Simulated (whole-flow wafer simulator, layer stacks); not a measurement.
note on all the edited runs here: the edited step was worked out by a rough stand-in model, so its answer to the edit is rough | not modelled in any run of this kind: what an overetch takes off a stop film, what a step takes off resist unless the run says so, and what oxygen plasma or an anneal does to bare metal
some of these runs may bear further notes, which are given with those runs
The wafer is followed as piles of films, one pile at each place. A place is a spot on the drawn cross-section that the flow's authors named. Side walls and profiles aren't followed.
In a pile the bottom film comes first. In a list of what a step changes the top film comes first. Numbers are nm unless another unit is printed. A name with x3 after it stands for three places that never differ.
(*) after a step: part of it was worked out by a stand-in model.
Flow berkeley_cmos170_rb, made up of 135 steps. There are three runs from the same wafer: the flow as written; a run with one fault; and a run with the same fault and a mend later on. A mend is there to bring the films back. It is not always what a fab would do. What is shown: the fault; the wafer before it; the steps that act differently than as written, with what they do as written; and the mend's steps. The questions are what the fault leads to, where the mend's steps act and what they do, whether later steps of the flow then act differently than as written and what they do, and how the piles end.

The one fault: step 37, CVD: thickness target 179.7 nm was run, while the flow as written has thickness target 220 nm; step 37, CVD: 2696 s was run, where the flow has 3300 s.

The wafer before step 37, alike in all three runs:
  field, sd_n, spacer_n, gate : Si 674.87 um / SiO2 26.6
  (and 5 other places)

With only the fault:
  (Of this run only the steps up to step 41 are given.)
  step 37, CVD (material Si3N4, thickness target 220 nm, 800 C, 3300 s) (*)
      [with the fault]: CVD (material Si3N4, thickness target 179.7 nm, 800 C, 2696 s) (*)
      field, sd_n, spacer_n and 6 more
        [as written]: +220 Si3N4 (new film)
        [with the fault]: +179.7 Si3N4 (new film)
  Later steps of the flow up to step 41 that are run all act as written at every place that is followed.
  Once step 41 is done, the piles at field, sd_n, spacer_n and 6 more depart from the flow's by more than 2% or 0.5 nm, whichever is larger.
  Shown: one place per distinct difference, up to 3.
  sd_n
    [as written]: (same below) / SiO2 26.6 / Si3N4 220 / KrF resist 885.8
    [with the fault]: (same below) / SiO2 26.6 / Si3N4 179.7 / KrF resist 885.8
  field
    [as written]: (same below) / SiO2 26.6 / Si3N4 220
    [with the fault]: (same below) / SiO2 26.6 / Si3N4 179.7

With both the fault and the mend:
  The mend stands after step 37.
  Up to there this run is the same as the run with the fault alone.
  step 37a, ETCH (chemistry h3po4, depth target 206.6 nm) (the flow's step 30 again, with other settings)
      field, sd_n, spacer_n and 6 more
        -179.7 Si3N4 (all of it)
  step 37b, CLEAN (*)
      alters no film at any place that is followed
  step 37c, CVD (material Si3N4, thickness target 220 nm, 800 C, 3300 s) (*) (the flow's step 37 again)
      field, sd_n, spacer_n and 6 more
        +220 Si3N4 (new film)
  Later steps of the flow that are run all act as written at every place that is followed.
  At every place that both follow, the piles at the end match the flow's.
